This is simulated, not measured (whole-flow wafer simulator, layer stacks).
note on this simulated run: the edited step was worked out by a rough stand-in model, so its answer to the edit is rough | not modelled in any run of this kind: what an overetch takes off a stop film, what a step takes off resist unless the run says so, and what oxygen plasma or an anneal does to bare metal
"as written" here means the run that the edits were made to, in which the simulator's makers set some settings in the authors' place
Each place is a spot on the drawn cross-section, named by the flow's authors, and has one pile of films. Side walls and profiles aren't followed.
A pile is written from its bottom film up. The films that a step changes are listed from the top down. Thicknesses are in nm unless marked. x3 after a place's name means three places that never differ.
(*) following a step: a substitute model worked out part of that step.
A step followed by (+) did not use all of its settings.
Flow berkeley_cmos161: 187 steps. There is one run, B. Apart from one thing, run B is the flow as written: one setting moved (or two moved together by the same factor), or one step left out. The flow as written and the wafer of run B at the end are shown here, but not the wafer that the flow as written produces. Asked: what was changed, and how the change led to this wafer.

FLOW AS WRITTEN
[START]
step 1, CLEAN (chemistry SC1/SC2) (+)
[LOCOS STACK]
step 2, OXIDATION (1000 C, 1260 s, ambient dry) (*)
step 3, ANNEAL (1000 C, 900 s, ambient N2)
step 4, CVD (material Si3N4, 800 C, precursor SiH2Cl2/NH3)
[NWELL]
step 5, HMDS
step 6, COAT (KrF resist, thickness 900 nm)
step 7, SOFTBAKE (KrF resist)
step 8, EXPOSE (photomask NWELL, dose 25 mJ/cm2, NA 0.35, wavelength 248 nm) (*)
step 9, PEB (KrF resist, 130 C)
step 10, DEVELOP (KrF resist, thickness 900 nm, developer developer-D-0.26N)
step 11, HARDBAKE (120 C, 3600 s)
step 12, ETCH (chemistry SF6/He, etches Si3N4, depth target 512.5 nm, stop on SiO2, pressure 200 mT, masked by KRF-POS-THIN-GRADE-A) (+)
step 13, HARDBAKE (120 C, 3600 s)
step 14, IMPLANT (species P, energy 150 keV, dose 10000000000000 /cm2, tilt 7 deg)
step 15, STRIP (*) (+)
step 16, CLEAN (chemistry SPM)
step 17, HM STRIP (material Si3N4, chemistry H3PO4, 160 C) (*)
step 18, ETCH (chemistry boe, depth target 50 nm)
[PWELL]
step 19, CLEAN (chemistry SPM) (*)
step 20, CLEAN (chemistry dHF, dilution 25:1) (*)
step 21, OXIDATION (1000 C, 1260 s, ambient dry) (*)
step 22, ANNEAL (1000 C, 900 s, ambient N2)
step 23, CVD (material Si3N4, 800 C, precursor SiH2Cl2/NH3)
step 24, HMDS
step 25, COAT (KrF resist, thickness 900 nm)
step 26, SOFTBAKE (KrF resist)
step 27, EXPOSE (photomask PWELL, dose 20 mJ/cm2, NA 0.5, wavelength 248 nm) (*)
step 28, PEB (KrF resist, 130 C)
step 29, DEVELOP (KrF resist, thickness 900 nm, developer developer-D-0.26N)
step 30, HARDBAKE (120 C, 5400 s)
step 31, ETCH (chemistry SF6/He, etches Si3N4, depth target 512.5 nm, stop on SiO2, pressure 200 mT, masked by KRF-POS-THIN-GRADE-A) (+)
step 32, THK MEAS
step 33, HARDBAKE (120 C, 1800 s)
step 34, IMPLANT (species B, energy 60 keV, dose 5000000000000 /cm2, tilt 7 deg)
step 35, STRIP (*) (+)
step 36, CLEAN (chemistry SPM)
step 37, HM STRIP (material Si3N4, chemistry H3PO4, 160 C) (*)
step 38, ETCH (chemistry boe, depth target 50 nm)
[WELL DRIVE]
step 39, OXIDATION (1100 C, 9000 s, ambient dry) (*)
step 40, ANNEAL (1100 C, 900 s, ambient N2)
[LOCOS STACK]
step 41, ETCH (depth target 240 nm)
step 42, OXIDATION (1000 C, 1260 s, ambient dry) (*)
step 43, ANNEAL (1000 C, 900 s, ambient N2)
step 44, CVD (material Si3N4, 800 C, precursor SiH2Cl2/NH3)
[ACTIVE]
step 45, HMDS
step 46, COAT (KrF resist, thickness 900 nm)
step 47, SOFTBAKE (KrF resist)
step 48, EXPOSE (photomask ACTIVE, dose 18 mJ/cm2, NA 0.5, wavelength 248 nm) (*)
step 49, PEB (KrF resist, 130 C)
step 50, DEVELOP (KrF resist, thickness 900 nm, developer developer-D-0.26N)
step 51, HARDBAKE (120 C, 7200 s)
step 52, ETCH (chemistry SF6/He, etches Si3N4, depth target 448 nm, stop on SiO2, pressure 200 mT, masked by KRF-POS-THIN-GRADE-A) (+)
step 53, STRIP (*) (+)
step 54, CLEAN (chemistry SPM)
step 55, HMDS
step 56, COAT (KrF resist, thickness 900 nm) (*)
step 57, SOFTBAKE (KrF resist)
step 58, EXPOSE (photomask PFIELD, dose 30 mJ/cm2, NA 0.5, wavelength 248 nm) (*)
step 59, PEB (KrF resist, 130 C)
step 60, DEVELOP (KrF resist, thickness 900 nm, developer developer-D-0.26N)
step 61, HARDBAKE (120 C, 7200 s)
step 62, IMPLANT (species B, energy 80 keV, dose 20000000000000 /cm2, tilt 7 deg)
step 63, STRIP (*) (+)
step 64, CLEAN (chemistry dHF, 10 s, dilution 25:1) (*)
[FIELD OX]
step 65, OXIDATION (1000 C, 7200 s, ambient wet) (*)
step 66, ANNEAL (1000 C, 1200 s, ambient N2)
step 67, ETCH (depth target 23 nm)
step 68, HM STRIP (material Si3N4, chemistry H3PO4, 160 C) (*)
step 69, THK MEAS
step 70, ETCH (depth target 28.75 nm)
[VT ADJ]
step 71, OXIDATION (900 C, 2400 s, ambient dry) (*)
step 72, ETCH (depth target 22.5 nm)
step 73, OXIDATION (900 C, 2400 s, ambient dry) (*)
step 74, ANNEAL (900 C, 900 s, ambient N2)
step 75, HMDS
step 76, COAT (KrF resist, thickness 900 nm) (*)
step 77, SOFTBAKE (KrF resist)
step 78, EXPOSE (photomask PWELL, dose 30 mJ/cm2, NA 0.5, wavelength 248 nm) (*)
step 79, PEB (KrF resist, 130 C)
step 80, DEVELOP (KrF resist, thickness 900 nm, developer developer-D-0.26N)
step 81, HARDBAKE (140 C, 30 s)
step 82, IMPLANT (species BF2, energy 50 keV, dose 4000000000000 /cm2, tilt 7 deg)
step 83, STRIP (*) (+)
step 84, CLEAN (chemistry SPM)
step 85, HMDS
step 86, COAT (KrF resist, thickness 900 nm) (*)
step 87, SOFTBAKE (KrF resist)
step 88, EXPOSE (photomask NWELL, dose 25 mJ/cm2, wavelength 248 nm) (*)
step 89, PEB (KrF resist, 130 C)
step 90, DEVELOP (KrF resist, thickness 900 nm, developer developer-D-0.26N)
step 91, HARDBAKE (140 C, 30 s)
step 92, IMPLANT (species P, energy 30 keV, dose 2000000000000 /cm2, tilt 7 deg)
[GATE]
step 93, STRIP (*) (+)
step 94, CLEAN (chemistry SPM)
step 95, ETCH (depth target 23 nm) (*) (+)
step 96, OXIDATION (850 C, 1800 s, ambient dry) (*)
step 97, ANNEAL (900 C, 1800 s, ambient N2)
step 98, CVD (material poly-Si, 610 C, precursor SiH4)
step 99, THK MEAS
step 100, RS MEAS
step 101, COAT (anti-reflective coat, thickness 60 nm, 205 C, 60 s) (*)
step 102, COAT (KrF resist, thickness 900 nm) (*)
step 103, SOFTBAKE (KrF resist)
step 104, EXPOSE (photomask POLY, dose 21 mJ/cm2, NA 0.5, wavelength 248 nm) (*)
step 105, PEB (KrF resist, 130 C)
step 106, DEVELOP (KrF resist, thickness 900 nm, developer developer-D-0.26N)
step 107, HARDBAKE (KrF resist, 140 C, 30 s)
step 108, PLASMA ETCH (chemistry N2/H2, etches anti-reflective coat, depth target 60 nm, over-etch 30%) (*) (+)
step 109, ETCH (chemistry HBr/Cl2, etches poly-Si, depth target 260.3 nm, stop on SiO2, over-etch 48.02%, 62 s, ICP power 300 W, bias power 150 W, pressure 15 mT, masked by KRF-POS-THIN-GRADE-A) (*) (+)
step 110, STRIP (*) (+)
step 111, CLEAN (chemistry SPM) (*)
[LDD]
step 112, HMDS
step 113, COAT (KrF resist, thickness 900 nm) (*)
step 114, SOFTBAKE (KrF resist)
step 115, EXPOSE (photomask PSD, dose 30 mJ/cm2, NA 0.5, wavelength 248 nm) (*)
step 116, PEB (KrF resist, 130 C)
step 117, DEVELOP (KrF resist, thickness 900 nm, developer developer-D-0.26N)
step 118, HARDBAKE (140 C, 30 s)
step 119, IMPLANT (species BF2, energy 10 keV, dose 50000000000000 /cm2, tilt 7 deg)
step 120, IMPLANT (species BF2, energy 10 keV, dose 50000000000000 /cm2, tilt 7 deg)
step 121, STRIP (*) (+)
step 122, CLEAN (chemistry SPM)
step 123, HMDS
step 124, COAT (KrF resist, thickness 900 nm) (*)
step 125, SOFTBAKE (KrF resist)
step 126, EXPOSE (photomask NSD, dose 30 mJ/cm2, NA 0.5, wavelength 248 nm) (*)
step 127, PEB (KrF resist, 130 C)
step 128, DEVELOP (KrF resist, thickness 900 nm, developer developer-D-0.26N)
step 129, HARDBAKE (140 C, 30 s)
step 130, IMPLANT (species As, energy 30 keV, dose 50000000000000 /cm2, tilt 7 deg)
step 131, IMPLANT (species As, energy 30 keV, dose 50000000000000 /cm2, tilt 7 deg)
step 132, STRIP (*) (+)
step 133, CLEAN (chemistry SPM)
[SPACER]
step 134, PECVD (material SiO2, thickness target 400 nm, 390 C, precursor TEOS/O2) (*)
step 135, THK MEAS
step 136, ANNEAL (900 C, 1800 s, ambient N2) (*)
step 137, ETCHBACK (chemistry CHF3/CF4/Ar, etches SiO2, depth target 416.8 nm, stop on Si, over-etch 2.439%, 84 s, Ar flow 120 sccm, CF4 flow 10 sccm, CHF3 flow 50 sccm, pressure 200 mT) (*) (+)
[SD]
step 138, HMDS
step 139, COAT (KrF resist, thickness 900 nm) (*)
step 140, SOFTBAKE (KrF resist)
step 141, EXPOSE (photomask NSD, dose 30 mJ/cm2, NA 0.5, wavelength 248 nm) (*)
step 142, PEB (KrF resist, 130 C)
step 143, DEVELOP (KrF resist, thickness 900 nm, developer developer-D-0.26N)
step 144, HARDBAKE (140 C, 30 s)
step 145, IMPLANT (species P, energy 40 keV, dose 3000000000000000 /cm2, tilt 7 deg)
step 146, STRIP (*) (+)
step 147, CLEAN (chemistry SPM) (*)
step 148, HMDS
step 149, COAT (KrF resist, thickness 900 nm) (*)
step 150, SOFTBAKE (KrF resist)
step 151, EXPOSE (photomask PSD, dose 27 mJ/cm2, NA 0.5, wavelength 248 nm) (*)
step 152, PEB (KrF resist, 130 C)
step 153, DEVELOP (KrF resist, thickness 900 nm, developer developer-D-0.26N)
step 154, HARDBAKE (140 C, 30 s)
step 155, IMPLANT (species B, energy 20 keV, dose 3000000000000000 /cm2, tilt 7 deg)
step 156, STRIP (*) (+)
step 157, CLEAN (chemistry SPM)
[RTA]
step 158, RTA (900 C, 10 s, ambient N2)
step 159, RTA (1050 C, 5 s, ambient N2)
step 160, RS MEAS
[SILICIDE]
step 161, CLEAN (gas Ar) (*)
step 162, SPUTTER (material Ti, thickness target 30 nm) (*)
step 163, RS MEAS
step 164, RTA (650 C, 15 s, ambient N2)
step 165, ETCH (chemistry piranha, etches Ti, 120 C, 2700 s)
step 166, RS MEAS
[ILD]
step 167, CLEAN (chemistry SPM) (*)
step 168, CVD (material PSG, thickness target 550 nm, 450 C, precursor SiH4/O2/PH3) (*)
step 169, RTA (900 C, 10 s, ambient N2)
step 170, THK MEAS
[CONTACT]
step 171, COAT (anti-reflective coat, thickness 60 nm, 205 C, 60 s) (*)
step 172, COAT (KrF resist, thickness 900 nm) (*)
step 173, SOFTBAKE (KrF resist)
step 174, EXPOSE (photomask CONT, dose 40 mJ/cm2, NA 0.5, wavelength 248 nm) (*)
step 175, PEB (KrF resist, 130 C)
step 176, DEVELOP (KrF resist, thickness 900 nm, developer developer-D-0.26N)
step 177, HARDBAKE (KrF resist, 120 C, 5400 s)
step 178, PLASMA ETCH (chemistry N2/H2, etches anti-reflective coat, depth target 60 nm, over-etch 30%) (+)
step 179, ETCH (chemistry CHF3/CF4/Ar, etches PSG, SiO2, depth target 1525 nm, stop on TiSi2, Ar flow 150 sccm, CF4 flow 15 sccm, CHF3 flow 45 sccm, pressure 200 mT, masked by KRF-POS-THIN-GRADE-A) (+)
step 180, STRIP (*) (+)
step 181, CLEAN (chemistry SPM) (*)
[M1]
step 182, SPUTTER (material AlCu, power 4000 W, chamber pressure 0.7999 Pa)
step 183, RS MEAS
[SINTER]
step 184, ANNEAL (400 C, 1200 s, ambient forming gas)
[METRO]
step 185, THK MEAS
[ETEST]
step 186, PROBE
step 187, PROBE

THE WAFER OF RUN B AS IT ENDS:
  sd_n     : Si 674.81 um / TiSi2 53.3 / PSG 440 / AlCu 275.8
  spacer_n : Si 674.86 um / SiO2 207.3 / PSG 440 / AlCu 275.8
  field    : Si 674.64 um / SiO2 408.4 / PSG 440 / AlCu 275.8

What caused this: step 168, CVD: thickness target 440 nm was run, while the flow as written has thickness target 550 nm.
One can read it off the wafer: sd_n has PSG 440, and step 168 as written asks for 550 nm.

How this came from the change, step by step:
  step 168, CVD (material PSG, thickness target 550 nm, 450 C, precursor SiH4/O2/PH3) (*)
      field, sd_n, spacer_n, gate_n, spacer_p, gate_p, contact, m1: +440 PSG (new film) (as written it would have been: +550 PSG (new film))
      sd_p: +418.8 PSG (new film) (as written it would have been: +521.9 PSG (new film))
  step 171, COAT (anti-reflective coat, thickness 60 nm, 205 C, 60 s) (*)
      contact: +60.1 anti-reflective coat (new film) (as written it would have been: +61.4 anti-reflective coat (new film))
  step 178, PLASMA ETCH (chemistry N2/H2, etches anti-reflective coat, depth target 60 nm, over-etch 30%) (+)
      field, sd_n, spacer_n, gate_n, sd_p, spacer_p, gate_p, m1: -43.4 KrF resist (as written it would have been: -44.3 KrF resist)
      contact: -60.1 anti-reflective coat (all of it), -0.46 PSG (as written it would have been: -61.4 anti-reflective coat (all of it), -0.47 PSG)
  step 179, ETCH (chemistry CHF3/CF4/Ar, etches PSG, SiO2, depth target 1525 nm, stop on TiSi2, Ar flow 150 sccm, CF4 flow 15 sccm, CHF3 flow 45 sccm, pressure 200 mT, masked by KRF-POS-THIN-GRADE-A) (+)
      field, sd_n, spacer_n, gate_n, sd_p, spacer_p, gate_p, m1: -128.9 KrF resist (as written it would have been: -156.4 KrF resist)
      contact: -439.5 PSG (all of it), -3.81 TiSi2 (as written it would have been: -549.5 PSG (all of it), -3.81 TiSi2)
  step 180, STRIP (*) (+)
      field: -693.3 KrF resist (all of it), -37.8 anti-reflective coat (all of it) (as written it would have been: -665.1 KrF resist (all of it), -38.5 anti-reflective coat (all of it))
      sd_n: -722.5 KrF resist (all of it), -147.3 anti-reflective coat (all of it) (as written it would have been: -692.5 KrF resist (all of it), -149.7 anti-reflective coat (all of it))
      (as well as at 6 more places)
  step 182, SPUTTER (material AlCu, power 4000 W, chamber pressure 0.7999 Pa)
      contact: +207 AlCu (new film) (as written it would have been: +192.2 AlCu (new film))
